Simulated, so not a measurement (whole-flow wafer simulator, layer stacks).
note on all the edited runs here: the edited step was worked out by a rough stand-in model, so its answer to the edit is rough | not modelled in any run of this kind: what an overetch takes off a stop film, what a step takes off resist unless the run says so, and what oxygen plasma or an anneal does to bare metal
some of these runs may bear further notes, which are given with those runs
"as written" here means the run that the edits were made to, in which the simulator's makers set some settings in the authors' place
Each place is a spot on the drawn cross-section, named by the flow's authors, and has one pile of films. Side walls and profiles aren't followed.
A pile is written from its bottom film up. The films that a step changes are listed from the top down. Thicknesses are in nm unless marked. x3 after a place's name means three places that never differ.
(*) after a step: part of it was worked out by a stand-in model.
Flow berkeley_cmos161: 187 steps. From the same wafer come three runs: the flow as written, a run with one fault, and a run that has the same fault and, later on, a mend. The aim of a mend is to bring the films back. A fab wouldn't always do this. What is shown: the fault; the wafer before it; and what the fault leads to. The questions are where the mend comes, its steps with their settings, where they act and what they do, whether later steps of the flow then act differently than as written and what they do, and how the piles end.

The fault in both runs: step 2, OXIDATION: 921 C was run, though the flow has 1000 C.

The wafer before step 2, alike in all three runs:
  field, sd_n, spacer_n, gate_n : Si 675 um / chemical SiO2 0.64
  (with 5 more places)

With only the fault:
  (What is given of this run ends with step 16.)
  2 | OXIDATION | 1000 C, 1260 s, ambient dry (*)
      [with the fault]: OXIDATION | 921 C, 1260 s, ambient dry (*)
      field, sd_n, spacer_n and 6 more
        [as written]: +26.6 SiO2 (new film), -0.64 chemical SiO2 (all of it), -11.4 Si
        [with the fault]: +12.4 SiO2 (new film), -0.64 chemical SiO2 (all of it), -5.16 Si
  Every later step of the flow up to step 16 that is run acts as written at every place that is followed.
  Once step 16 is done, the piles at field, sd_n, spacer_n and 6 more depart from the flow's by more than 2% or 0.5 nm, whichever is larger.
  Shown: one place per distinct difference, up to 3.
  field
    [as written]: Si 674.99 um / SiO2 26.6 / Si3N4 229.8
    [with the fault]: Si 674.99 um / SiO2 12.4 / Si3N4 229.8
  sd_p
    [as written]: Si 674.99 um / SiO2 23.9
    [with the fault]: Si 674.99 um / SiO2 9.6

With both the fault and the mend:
  After step 3 comes the mend.
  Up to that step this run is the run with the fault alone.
  3a | ETCH | chemistry boe, depth target 14.2 nm
      field, sd_n, spacer_n and 6 more
        -12.4 SiO2 (all of it)
  3b | CLEAN | chemistry SC1/SC2 (*) (the flow's step 1, run once more)
      field, sd_n, spacer_n and 6 more
        +0.6 chemical SiO2 (new film), -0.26 Si
  3c | OXIDATION | 1000 C, 1260 s, ambient dry (*) (the flow's step 2, run once more)
      field, sd_n, spacer_n and 6 more
        +26.6 SiO2 (new film), -0.6 chemical SiO2 (all of it), -11.5 Si
  Every later step of the flow that is run acts as written at every place that is followed.
  At the end the piles are close to the flow's at the places that both follow, differing by at most 2% or 0.5 nm, whichever is larger.
